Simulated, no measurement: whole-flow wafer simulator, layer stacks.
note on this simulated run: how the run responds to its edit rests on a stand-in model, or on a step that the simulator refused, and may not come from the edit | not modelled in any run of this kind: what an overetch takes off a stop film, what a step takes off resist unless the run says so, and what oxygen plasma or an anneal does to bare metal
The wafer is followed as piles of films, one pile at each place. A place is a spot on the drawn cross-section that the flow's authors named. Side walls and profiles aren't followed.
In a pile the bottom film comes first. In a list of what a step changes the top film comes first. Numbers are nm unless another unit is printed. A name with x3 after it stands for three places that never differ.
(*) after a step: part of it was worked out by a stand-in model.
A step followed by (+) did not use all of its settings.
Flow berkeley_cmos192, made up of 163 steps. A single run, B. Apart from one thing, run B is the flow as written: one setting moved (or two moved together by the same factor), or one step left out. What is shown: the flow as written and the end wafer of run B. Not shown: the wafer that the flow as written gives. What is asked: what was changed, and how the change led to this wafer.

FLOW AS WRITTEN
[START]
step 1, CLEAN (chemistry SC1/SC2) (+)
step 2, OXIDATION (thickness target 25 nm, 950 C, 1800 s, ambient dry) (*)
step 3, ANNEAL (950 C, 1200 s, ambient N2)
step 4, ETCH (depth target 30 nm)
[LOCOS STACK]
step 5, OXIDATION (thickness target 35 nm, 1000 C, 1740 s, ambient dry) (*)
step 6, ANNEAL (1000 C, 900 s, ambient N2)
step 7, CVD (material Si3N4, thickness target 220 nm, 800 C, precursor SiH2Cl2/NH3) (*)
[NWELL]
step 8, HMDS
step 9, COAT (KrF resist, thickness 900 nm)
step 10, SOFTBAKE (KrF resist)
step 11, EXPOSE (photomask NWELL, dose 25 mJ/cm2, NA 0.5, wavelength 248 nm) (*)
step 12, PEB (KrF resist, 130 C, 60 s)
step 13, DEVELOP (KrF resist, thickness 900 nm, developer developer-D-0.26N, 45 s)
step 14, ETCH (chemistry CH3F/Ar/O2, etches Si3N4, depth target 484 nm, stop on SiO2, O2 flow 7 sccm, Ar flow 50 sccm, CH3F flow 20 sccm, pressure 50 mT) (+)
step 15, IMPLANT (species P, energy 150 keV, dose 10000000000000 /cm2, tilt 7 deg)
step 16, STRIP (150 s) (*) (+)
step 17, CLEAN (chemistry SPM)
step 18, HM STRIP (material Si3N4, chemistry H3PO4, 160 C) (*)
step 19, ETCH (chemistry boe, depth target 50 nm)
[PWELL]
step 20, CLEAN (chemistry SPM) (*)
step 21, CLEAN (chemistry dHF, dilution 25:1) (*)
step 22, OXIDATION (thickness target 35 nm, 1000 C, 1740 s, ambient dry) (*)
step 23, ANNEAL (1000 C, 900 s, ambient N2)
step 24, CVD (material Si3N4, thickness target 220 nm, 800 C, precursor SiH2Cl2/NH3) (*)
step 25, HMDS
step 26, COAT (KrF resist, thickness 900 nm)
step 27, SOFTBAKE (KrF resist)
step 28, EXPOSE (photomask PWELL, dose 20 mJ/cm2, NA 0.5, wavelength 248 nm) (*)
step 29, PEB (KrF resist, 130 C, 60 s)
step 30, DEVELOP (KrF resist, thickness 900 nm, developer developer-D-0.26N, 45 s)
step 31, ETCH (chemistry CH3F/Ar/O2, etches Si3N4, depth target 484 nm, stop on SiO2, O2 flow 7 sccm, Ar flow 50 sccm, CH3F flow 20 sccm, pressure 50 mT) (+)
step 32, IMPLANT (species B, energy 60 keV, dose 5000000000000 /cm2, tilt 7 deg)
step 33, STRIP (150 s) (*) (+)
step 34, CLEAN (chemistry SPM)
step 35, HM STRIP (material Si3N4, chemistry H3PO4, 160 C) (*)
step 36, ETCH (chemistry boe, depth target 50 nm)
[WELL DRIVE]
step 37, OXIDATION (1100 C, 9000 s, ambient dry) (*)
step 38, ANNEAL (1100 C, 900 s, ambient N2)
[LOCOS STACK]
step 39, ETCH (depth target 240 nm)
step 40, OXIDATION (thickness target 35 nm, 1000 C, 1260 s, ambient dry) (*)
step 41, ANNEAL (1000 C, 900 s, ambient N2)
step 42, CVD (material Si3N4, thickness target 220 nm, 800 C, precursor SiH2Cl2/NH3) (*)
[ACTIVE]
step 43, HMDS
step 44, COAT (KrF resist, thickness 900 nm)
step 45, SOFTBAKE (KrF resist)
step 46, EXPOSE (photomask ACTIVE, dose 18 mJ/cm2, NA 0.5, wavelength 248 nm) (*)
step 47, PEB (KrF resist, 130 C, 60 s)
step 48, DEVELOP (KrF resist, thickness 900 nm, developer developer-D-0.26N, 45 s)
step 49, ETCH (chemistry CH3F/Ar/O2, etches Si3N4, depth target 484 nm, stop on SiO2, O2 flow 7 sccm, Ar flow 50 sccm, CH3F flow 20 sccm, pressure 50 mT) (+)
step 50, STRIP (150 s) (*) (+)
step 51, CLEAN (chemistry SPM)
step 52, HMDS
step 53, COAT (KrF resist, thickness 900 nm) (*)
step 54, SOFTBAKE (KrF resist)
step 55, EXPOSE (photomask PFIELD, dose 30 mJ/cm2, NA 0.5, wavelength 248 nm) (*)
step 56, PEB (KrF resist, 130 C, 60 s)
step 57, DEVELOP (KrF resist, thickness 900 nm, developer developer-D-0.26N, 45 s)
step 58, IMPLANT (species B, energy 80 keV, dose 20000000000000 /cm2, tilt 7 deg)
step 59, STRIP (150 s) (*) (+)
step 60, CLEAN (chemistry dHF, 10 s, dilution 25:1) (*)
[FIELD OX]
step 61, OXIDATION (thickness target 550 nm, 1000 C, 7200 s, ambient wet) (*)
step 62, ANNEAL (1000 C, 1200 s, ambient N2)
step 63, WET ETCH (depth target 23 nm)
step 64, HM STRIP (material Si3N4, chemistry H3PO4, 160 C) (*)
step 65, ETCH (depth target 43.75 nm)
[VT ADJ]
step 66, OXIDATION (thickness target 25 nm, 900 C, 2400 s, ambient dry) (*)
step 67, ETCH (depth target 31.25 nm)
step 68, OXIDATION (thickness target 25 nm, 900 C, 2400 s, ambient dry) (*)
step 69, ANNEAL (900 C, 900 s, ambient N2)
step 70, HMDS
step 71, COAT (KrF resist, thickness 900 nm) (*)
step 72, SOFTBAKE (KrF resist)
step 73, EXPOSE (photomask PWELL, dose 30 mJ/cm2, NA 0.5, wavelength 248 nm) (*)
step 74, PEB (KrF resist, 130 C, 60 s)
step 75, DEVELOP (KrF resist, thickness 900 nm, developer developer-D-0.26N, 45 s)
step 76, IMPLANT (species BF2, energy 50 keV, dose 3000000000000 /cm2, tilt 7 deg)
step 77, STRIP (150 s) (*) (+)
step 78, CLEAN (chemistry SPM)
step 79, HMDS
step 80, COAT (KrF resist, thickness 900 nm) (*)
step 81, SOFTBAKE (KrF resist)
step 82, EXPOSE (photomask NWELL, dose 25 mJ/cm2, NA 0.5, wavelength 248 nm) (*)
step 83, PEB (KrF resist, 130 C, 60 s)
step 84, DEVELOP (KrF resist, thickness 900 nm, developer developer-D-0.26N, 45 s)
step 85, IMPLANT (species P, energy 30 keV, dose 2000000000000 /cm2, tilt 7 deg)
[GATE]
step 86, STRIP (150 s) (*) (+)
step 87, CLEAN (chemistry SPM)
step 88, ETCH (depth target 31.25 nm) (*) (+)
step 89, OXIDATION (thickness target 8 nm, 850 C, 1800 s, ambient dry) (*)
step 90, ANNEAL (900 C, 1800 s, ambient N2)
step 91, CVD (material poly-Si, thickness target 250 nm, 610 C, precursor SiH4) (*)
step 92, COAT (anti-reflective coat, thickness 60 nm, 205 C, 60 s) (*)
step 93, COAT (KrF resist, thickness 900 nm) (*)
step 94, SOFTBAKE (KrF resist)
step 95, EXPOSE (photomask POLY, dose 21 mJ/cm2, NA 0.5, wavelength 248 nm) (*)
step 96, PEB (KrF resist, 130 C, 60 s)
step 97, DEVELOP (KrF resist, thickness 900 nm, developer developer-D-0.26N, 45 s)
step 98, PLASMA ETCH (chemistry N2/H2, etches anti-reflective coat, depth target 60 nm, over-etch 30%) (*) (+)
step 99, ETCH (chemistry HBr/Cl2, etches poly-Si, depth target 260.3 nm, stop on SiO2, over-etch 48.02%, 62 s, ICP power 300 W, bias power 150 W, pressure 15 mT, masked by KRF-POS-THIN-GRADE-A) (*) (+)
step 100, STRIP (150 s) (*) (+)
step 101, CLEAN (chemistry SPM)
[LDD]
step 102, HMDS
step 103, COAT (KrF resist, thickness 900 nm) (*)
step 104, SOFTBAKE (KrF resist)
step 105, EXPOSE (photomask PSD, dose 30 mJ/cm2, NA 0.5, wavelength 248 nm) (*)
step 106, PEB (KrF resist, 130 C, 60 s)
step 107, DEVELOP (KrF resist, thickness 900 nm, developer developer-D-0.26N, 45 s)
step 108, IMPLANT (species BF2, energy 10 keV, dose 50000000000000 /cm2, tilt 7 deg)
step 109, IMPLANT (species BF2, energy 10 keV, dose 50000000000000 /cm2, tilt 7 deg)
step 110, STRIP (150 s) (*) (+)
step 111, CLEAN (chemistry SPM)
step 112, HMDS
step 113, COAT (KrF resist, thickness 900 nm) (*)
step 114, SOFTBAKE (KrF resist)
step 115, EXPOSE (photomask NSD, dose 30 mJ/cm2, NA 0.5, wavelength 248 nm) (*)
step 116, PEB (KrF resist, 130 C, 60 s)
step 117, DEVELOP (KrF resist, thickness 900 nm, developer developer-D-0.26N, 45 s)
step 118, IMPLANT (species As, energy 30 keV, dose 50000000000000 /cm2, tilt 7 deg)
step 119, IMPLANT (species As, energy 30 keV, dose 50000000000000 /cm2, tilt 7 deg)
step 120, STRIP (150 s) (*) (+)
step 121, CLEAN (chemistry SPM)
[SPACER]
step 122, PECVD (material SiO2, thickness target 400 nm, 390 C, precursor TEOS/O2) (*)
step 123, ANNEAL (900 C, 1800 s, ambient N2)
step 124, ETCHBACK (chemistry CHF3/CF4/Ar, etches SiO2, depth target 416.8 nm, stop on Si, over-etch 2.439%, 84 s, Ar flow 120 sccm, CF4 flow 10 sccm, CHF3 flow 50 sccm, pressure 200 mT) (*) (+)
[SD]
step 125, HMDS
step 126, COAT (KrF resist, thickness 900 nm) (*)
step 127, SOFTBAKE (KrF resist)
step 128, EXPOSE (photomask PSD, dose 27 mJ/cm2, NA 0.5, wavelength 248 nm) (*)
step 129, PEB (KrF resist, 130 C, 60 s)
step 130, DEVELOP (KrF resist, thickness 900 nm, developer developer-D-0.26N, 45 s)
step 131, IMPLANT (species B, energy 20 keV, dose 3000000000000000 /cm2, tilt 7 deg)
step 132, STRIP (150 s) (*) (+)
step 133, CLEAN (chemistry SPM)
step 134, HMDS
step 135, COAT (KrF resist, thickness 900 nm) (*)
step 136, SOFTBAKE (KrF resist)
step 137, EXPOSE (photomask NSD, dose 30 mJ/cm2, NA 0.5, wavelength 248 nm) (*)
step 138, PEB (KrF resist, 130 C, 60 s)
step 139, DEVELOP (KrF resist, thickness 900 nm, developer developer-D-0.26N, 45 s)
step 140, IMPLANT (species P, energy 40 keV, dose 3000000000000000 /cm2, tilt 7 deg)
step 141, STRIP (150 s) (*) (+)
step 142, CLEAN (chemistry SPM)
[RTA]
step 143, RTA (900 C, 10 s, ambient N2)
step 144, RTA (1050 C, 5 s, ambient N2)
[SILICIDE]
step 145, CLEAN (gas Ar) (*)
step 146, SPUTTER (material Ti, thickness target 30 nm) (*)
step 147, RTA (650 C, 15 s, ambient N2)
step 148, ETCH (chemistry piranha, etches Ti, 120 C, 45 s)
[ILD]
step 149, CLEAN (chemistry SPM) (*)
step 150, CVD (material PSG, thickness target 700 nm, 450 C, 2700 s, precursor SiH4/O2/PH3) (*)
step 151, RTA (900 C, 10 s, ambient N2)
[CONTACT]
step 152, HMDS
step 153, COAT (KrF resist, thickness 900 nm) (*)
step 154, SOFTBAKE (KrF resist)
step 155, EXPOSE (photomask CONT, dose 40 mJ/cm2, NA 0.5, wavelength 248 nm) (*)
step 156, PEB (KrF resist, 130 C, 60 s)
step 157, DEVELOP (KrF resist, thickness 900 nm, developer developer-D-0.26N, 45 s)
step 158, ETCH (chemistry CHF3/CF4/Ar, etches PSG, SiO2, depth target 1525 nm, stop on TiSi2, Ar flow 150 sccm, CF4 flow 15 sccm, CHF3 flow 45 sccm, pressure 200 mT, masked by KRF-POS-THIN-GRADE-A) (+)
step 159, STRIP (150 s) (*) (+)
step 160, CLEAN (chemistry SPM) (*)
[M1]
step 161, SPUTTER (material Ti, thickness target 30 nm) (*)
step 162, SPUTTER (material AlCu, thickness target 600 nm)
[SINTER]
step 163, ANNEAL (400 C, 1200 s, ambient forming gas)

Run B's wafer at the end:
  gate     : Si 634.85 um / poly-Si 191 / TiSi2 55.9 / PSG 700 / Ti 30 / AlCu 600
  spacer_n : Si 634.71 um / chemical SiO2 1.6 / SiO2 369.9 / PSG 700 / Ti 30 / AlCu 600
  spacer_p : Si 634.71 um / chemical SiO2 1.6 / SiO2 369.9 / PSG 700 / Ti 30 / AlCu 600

The reason: step 89, OXIDATION: thickness target 8 nm, 850 C, 1800 s, ambient dry (*), was not run.

How this came from the change, step by step:
  step 92, COAT (anti-reflective coat, thickness 60 nm, 205 C, 60 s) (*)
      spacer_n: anti-reflective coat gains 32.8 (new film) (it would be, as written: anti-reflective coat gains 33.8 (new film))
      gate: anti-reflective coat gains 29 (new film) (it would be, as written: anti-reflective coat gains 30 (new film))
      (also at 2 further places)
  step 98, PLASMA ETCH (chemistry N2/H2, etches anti-reflective coat, depth target 60 nm, over-etch 30%) (*) (+)
      spacer_n: anti-reflective coat loses 32.8 (all of it), poly-Si loses 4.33 (it would be, as written: anti-reflective coat loses 33.8 (all of it), poly-Si loses 4.21)
      spacer_p: anti-reflective coat loses 32.8 (all of it), poly-Si loses 4.33 (it would be, as written: anti-reflective coat loses 33.6 (all of it), poly-Si loses 4.22)
  step 99, ETCH (chemistry HBr/Cl2, etches poly-Si, depth target 260.3 nm, stop on SiO2, over-etch 48.02%, 62 s, ICP power 300 W, bias power 150 W, pressure 15 mT, masked by KRF-POS-THIN-GRADE-A) (*) (+)
      spacer_n, spacer_p: poly-Si loses 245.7 (all of it), Si loses 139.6 (it would be, as written: poly-Si loses 245.8 (all of it), SiO2 loses 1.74)
      sd_n: poly-Si loses 248.8 (all of it), Si loses 136.5 (it would be, as written: poly-Si loses 248.8 (all of it), SiO2 loses 1.51)
      (also at 3 further places)
  step 100, STRIP (150 s) (*) (+)
      sd_n, spacer_n, sd_p, spacer_p, contact, m1: chemical SiO2 gains 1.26 (new film), Si loses 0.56 (it would be, as written: nothing)
      gate: chemical SiO2 gains 1.15 (new film), KrF resist loses 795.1 (all of it), anti-reflective coat loses 29 (all of it), poly-Si loses 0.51 (it would be, as written: chemical SiO2 gains 1.15 (new film), KrF resist loses 791.8 (all of it), anti-reflective coat loses 30 (all of it), poly-Si loses 0.51)
      (also at 1 further place)
  step 103, COAT (KrF resist, thickness 900 nm) (*)
      field: KrF resist gains 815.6 (new film) (it would be, as written: KrF resist gains 850.3 (new film))
      sd_n: KrF resist gains 1075.7 (new film) (it would be, as written: KrF resist gains 1003.8 (new film))
      (also at 7 further places)
  step 107, DEVELOP (KrF resist, thickness 900 nm, developer developer-D-0.26N, 45 s)
      sd_p: KrF resist loses 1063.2 (all of it) (it would be, as written: KrF resist loses 996.6 (all of it))
      spacer_p: KrF resist loses 1057.4 (all of it) (it would be, as written: KrF resist loses 993.7 (all of it))
      (also at 1 further place)
  step 110, STRIP (150 s) (*) (+)
      sd_n: KrF resist loses 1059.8 (all of it), chemical SiO2 gains 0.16, Si loses 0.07 (it would be, as written: KrF resist loses 988 (all of it))
      spacer_n: KrF resist loses 1048.7 (all of it), chemical SiO2 gains 0.16, Si loses 0.07 (it would be, as written: KrF resist loses 982.8 (all of it))
      (also at 4 further places)
  step 113, COAT (KrF resist, thickness 900 nm) (*)
      field: KrF resist gains 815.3 (new film) (it would be, as written: KrF resist gains 850.4 (new film))
      sd_n: KrF resist gains 1075.6 (new film) (it would be, as written: KrF resist gains 1003.8 (new film))
      (also at 7 further places)
  step 117, DEVELOP (KrF resist, thickness 900 nm, developer developer-D-0.26N, 45 s)
      sd_n: KrF resist loses 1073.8 (all of it) (it would be, as written: KrF resist loses 1002.2 (all of it))
      spacer_n: KrF resist loses 1063.5 (all of it) (it would be, as written: KrF resist loses 997 (all of it))
      (also at 2 further places)
  step 120, STRIP (150 s) (*) (+)
      sd_p: KrF resist loses 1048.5 (all of it), chemical SiO2 gains 0.1 (it would be, as written: KrF resist loses 982.4 (all of it))
      spacer_p: KrF resist loses 1043.3 (all of it), chemical SiO2 gains 0.1 (it would be, as written: KrF resist loses 979.5 (all of it))
      (also at 3 further places)
  step 122, PECVD (material SiO2, thickness target 400 nm, 390 C, precursor TEOS/O2) (*)
      sd_n, contact, m1: SiO2 gains 400 (new film) (it would be, as written: SiO2 gains 400)
      spacer_n, spacer_p: SiO2 gains 375.2 (new film) (it would be, as written: SiO2 gains 385.5)
      (also at 1 further place)
  step 124, ETCHBACK (chemistry CHF3/CF4/Ar, etches SiO2, depth target 416.8 nm, stop on Si, over-etch 2.439%, 84 s, Ar flow 120 sccm, CF4 flow 10 sccm, CHF3 flow 50 sccm, pressure 200 mT) (*) (+)
      sd_n: SiO2 loses 400 (all of it), chemical SiO2 loses 1.6 (all of it) (it would be, as written: SiO2 loses 406 (all of it))
      spacer_n: nothing (it would be, as written: SiO2 loses 160)
      (also at 4 further places)
  step 126, COAT (KrF resist, thickness 900 nm) (*)
      field: KrF resist gains 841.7 (new film) (it would be, as written: KrF resist gains 865.2 (new film))
      sd_n: KrF resist gains 1080.2 (new film) (it would be, as written: KrF resist gains 999.7 (new film))
      (also at 7 further places)
  step 130, DEVELOP (KrF resist, thickness 900 nm, developer developer-D-0.26N, 45 s)
      sd_p: KrF resist loses 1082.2 (all of it) (it would be, as written: KrF resist loses 1004.6 (all of it))
      spacer_p: KrF resist loses 723.3 (all of it) (it would be, as written: KrF resist loses 784.6 (all of it))
      (also at 1 further place)
  step 132, STRIP (150 s) (*) (+)
      field: KrF resist loses 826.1 (all of it) (it would be, as written: KrF resist loses 849.7 (all of it))
      sd_n: chemical SiO2 gains 1.11 (new film), KrF resist loses 1064.3 (all of it), Si loses 0.49 (it would be, as written: chemical SiO2 gains 1.13 (new film), KrF resist loses 983.9 (all of it), Si loses 0.5)
      (also at 4 further places)
  step 135, COAT (KrF resist, thickness 900 nm) (*)
      field: KrF resist gains 841.8 (new film) (it would be, as written: KrF resist gains 865 (new film))
      sd_n: KrF resist gains 1079.9 (new film) (it would be, as written: KrF resist gains 999.2 (new film))
      (also at 7 further places)
  ... 10 further steps ...
  step 162, SPUTTER (material AlCu, thickness target 600 nm)
      sd_p: AlCu gains 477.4 (new film) (it would be, as written: AlCu gains 551.2 (new film))
